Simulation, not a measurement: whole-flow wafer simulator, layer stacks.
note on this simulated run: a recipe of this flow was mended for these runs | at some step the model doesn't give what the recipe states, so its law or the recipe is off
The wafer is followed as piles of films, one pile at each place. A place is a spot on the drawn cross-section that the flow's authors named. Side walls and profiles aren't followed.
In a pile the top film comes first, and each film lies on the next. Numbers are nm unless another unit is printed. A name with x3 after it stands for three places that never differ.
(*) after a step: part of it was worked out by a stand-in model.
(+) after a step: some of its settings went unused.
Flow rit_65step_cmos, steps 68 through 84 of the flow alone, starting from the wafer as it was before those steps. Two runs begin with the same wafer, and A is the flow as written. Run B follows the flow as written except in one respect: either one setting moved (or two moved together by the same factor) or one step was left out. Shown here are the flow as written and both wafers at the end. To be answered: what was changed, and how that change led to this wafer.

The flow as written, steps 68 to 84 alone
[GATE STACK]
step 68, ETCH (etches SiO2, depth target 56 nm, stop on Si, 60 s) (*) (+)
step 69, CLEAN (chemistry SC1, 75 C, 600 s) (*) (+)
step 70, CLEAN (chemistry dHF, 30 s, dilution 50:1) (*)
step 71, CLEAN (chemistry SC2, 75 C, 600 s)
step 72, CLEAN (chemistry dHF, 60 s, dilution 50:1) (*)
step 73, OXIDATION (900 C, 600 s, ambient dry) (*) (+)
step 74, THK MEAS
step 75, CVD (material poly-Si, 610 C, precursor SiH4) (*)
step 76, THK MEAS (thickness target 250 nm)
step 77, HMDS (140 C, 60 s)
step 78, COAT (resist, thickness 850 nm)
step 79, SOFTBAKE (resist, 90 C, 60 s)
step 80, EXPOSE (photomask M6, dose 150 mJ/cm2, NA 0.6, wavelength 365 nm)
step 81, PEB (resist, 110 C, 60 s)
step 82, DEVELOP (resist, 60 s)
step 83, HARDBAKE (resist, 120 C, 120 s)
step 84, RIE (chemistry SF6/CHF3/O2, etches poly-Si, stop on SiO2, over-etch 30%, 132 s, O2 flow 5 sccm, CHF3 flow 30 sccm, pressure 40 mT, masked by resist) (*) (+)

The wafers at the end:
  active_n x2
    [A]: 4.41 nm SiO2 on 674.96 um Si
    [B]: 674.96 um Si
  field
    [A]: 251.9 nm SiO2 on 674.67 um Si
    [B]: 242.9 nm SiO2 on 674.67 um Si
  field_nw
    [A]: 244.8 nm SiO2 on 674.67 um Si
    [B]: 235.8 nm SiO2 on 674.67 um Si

Cause: step 75, CVD: 598 C was run, whereas the flow has 610 C.

Step by step, how the change led to this:
  step 75, CVD (material poly-Si, 610 C, precursor SiH4) (*)
      field, field_pw, field_nw and 11 more: A poly-Si gains 250 (new film) | B poly-Si gains 197.9 (new film)
  step 84, RIE (chemistry SF6/CHF3/O2, etches poly-Si, stop on SiO2, over-etch 30%, 132 s, O2 flow 5 sccm, CHF3 flow 30 sccm, pressure 40 mT, masked by resist) (*) (+)
      active_n x2, spacer, spacer_p, sd_n, sd_p, contact, m1: A poly-Si loses 250 (all of it), SiO2 loses 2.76 | B poly-Si loses 197.9 (all of it), SiO2 loses 7.17 (all of it)
      field, field_pw, field_nw, field_p: A poly-Si loses 250 (all of it), SiO2 loses 2.76 | B poly-Si loses 197.9 (all of it), SiO2 loses 11.7
